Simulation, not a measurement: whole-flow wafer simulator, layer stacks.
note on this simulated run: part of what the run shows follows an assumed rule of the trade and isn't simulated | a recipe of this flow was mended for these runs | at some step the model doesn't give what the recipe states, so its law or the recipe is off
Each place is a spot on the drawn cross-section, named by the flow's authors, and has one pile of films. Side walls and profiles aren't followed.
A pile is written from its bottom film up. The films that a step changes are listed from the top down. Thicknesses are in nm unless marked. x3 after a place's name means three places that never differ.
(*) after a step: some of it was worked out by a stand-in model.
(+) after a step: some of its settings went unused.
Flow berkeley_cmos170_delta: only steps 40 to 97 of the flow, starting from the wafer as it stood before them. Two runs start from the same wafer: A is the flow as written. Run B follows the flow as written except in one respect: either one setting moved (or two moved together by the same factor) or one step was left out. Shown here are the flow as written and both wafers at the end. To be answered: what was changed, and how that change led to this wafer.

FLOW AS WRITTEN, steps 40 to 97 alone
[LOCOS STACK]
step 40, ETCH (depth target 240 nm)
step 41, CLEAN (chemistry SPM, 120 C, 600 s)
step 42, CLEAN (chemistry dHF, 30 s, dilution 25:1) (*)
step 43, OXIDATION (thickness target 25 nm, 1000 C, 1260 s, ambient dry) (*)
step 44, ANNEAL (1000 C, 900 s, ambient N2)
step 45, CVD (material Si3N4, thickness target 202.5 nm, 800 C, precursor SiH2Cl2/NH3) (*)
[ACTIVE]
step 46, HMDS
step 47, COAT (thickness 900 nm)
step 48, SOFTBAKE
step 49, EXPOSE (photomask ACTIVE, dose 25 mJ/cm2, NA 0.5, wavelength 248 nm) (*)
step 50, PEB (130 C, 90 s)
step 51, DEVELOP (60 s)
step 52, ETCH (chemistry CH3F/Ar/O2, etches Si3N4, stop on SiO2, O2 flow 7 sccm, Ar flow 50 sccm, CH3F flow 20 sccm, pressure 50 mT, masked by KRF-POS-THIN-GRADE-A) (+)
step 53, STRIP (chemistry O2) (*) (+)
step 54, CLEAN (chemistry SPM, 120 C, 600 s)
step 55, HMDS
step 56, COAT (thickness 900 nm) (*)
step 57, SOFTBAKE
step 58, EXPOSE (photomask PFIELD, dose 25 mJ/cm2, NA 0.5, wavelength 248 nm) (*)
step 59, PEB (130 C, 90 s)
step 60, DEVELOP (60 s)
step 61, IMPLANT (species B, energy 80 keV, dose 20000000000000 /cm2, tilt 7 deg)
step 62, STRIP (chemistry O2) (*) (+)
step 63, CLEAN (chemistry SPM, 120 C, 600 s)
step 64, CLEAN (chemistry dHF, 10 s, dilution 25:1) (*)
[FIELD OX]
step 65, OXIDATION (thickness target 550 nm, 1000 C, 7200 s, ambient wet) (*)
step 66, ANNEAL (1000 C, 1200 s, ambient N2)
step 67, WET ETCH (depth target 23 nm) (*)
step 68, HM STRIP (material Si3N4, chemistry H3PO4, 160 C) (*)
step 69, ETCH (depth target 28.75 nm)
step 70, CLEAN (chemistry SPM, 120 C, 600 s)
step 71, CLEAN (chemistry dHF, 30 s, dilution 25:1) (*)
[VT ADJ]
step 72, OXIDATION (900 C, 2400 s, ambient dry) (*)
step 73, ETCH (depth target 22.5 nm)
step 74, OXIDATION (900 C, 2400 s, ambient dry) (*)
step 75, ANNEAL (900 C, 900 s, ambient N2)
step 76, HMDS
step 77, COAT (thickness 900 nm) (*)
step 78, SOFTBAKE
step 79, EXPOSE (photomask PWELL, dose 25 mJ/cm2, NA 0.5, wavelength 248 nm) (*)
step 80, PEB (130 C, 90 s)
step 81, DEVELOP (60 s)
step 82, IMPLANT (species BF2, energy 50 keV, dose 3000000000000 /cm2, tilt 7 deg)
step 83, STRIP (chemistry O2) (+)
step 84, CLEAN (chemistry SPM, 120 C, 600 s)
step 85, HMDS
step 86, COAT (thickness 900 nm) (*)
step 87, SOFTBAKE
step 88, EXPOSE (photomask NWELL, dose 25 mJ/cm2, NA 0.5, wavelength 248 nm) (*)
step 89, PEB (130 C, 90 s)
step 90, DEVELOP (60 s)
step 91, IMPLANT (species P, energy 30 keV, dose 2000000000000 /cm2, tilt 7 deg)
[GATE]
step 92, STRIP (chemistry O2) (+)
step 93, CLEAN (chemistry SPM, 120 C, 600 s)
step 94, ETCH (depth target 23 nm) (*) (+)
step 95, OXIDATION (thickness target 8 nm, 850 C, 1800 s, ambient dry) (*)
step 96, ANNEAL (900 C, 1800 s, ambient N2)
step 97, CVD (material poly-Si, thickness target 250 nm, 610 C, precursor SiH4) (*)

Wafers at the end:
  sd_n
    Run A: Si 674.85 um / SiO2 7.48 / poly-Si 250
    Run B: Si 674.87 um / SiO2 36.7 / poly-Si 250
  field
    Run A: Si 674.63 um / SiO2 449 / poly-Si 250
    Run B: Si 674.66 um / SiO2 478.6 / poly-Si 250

What caused this: step 40, ETCH: depth target 96 nm was run, though the flow has depth target 240 nm.

How this came from the change, step by step:
  step 40, ETCH (depth target 240 nm)
      field, sd_n, spacer_n and 6 more: A -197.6 SiO2 (all of it) | B -96 SiO2
  step 41, CLEAN (chemistry SPM, 120 C, 600 s)
      field, sd_n, spacer_n and 6 more: A +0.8 chemical SiO2 (new film), -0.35 Si | B nothing
  step 42, CLEAN (chemistry dHF, 30 s, dilution 25:1) (*)
      field, sd_n, spacer_n and 6 more: A -0.8 chemical SiO2 (all of it) | B -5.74 SiO2
  step 43, OXIDATION (thickness target 25 nm, 1000 C, 1260 s, ambient dry) (*)
      field, sd_n, spacer_n and 6 more: A +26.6 SiO2 (new film), -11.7 Si | B +11.9 SiO2, -5.23 Si
  step 65, OXIDATION (thickness target 550 nm, 1000 C, 7200 s, ambient wet) (*)
      sd_n, sd_p: A +12.1 SiO2 (new film), -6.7 Si3N4, +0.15 SiO2, -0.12 Si | B +12.1 SiO2 (new film), -6.7 Si3N4
      field: A +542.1 SiO2, -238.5 Si | B +490.7 SiO2, -215.9 Si
  step 69, ETCH (depth target 28.75 nm)
      spacer_n, gate, spacer_p, gate_p, contact, m1: A -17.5 SiO2 (all of it) | B -28.8 SiO2
      sd_n, sd_p: A -17.6 SiO2 (all of it) | B -28.8 SiO2
  step 70, CLEAN (chemistry SPM, 120 C, 600 s)
      sd_n, spacer_n, gate, sd_p, spacer_p, gate_p, contact, m1: A +0.8 chemical SiO2 (new film), -0.35 Si | B nothing
  step 71, CLEAN (chemistry dHF, 30 s, dilution 25:1) (*)
      sd_n, spacer_n, gate, sd_p, spacer_p, gate_p, contact, m1: A -0.8 chemical SiO2 (all of it) | B -5.74 SiO2
  step 72, OXIDATION (900 C, 2400 s, ambient dry) (*)
      sd_n, spacer_n, gate, sd_p, spacer_p, gate_p, contact, m1: A +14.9 SiO2 (new film), -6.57 Si | B +7.6 SiO2, -3.34 Si
  step 73, ETCH (depth target 22.5 nm)
      sd_n, spacer_n, gate, sd_p, spacer_p, gate_p, contact, m1: A -14.9 SiO2 (all of it) | B -22.5 SiO2
  step 74, OXIDATION (900 C, 2400 s, ambient dry) (*)
      sd_n, spacer_n, gate, sd_p, spacer_p, gate_p, contact, m1: A +14.9 SiO2 (new film), -6.57 Si | B +7.08 SiO2, -3.11 Si
  step 94, ETCH (depth target 23 nm) (*) (+)
      sd_n, spacer_n, gate, sd_p, spacer_p, gate_p, contact, m1: A -14.9 SiO2 (all of it) | B -23 SiO2
  step 95, OXIDATION (thickness target 8 nm, 850 C, 1800 s, ambient dry) (*)
      sd_n, spacer_n, gate, sd_p, spacer_p, gate_p, contact, m1: A +7.48 SiO2 (new film), -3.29 Si | B +3.27 SiO2, -1.44 Si
